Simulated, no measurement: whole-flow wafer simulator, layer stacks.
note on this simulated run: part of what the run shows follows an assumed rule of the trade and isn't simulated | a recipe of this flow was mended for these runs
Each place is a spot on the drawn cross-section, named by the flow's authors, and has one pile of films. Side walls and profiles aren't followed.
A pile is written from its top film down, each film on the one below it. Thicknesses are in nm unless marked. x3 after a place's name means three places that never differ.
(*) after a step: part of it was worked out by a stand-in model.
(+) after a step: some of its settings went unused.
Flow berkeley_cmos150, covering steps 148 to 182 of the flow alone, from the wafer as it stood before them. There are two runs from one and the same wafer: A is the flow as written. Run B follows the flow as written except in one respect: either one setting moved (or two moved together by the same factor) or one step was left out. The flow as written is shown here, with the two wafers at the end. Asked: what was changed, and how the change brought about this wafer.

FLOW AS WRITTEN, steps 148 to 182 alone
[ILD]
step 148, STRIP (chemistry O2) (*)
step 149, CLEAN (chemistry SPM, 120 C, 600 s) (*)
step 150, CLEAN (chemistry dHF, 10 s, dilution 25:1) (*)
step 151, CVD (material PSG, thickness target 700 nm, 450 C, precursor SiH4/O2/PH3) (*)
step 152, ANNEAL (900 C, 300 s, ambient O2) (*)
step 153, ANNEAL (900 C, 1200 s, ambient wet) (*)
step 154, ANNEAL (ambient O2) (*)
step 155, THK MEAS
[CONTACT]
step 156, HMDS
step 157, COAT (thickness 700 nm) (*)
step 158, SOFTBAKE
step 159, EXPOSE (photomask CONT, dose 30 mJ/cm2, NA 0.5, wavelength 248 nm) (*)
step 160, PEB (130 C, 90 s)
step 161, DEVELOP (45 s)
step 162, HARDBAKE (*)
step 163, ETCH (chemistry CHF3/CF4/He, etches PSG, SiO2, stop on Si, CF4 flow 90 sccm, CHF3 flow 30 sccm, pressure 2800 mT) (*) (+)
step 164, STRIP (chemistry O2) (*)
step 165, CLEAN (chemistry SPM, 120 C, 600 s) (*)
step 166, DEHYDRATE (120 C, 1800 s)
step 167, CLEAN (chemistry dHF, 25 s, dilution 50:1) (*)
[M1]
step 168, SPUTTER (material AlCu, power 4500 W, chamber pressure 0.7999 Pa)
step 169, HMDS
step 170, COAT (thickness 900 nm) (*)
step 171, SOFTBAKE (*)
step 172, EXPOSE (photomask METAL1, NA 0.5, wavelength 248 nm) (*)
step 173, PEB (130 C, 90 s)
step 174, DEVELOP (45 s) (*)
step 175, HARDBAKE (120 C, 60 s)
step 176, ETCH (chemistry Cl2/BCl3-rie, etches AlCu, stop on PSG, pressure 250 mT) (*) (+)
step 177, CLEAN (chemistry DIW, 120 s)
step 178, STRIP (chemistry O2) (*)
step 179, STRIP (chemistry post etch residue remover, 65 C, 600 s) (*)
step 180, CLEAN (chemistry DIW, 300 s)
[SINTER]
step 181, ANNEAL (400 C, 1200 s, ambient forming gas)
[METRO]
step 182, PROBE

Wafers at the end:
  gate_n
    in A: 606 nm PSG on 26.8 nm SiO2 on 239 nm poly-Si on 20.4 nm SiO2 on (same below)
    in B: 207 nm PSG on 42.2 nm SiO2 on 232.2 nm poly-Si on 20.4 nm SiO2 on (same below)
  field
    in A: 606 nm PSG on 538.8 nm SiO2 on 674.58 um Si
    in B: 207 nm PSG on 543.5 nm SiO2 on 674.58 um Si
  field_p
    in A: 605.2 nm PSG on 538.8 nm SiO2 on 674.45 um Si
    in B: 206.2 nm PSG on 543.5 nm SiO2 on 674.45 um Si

What caused this: step 151, CVD: thickness target 280 nm was run, though the flow has thickness target 700 nm.

The path from the change to this, step by step:
  step 151, CVD (material PSG, thickness target 700 nm, 450 C, precursor SiH4/O2/PH3) (*)
      field, field_p, sd_n, gate_n, gate_p, contact, m1: A +700 PSG (new film) | B +280 PSG (new film)
      sd_p: A +639.5 PSG (new film) | B +260.6 PSG (new film)
  step 153, ANNEAL (900 C, 1200 s, ambient wet) (*)
      sd_n, contact, m1: A -35 PSG, +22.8 SiO2, -10 Si | B -14 PSG, +33.1 SiO2, -14.6 Si
      field, field_p: A -35 PSG, +16.3 SiO2, -7.15 Si | B -14 PSG, +21 SiO2, -9.23 Si
      (as well as at 3 more places)
  step 157, COAT (thickness 700 nm) (*)
      field: A +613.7 KrF-resist (new film) | B +596.2 KrF-resist (new film)
      field_p: A +716.6 KrF-resist (new film) | B +690.2 KrF-resist (new film)
      (as well as at 4 more places)
  step 163, ETCH (chemistry CHF3/CF4/He, etches PSG, SiO2, stop on Si, CF4 flow 90 sccm, CHF3 flow 30 sccm, pressure 2800 mT) (*) (+)
      field, field_p, sd_n, gate_n, sd_p, gate_p, m1: A -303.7 KrF-resist | B -164.9 KrF-resist
      contact: A -665 PSG (all of it), -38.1 SiO2 (all of it), -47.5 Si | B -266 PSG (all of it), -48.4 SiO2 (all of it), -47.5 Si
  step 164, STRIP (chemistry O2) (*)
      field: A -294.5 KrF-resist (all of it) | B -415.8 KrF-resist (all of it)
      field_p: A -397.1 KrF-resist (all of it) | B -509.6 KrF-resist (all of it)
      (as well as at 5 more places)
  step 168, SPUTTER (material AlCu, power 4500 W, chamber pressure 0.7999 Pa)
      sd_p: A +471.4 AlCu (new film) | B +446.5 AlCu (new film)
      contact: A +443.6 AlCu (new film) | B +551.6 AlCu (new film)
  step 170, COAT (thickness 900 nm) (*)
      field: A +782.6 thick-KrF-resist (new film) | B +799.7 thick-KrF-resist (new film)
      sd_n: A +1135.4 thick-KrF-resist (new film) | B +1002.9 thick-KrF-resist (new film)
      (as well as at 5 more places)
  step 173, PEB (130 C, 90 s)
      contact: A -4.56 thick-KrF-resist | B -3.37 thick-KrF-resist
  step 174, DEVELOP (45 s) (*)
      field: A -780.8 thick-KrF-resist (all of it), -10 AlCu | B -797.9 thick-KrF-resist (all of it), -10 AlCu
      sd_n: A -1132.6 thick-KrF-resist (all of it), -10 AlCu | B -1000.5 thick-KrF-resist (all of it), -10 AlCu
      (as well as at 3 more places)
  step 175, HARDBAKE (120 C, 60 s)
      contact: A -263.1 thick-KrF-resist | B -203.9 thick-KrF-resist
      m1: A -148.2 thick-KrF-resist | B -153.7 thick-KrF-resist
  step 176, ETCH (chemistry Cl2/BCl3-rie, etches AlCu, stop on PSG, pressure 250 mT) (*) (+)
      sd_p: A -461.4 AlCu (all of it), -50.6 PSG | B -436.5 AlCu (all of it), -53.7 PSG
  step 178, STRIP (chemistry O2) (*)
      contact: A -1006.2 thick-KrF-resist (all of it) | B -680.1 thick-KrF-resist (all of it)
      m1: A -373.8 thick-KrF-resist (all of it) | B -403.9 thick-KrF-resist (all of it)
